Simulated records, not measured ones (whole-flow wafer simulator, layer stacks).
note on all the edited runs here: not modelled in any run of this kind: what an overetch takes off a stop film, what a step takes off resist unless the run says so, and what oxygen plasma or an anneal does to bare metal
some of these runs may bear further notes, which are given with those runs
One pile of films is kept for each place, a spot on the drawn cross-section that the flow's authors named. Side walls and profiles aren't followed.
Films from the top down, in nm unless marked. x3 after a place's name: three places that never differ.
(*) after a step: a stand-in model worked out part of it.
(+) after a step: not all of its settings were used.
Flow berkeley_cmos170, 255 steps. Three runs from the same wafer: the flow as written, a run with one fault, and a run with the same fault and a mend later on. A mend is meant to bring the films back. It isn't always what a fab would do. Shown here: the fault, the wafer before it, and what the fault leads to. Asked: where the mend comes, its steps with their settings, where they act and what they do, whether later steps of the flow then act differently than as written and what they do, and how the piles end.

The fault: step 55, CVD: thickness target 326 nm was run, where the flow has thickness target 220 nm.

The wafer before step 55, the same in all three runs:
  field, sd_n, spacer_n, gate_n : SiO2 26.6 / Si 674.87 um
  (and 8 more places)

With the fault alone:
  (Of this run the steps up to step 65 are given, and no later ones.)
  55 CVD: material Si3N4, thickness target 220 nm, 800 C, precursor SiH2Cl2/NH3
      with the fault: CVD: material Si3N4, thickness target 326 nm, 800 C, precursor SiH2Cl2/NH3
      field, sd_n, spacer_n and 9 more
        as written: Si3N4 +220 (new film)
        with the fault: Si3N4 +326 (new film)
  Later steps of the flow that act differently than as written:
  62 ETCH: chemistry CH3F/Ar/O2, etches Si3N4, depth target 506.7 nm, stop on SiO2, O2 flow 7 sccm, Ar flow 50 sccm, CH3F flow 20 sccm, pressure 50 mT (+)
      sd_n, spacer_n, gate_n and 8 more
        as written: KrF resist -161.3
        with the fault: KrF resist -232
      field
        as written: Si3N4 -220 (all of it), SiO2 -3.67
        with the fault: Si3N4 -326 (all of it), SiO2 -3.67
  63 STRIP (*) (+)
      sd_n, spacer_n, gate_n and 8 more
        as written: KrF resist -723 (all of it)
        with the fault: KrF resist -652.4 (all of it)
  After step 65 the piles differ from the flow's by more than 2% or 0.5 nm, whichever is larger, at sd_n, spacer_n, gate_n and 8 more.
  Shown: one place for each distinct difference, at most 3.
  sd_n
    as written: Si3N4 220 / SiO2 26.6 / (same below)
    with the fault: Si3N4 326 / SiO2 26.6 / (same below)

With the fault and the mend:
  The mend comes after step 55.
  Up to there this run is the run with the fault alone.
  55a ETCH: chemistry h3po4, depth target 374.9 nm
      field, sd_n, spacer_n and 9 more
        Si3N4 -326 (all of it)
  55b CLEAN: chemistry SPM
      changes no film at any place that is followed
  55c CVD: material Si3N4, thickness target 220 nm, 800 C, precursor SiH2Cl2/NH3 (the flow's step 55 once more)
      field, sd_n, spacer_n and 9 more
        Si3N4 +220 (new film)
  No later step of the flow acts differently than as written at any place that is followed.
  At the end the piles are the same as the flow's at every place that both follow.
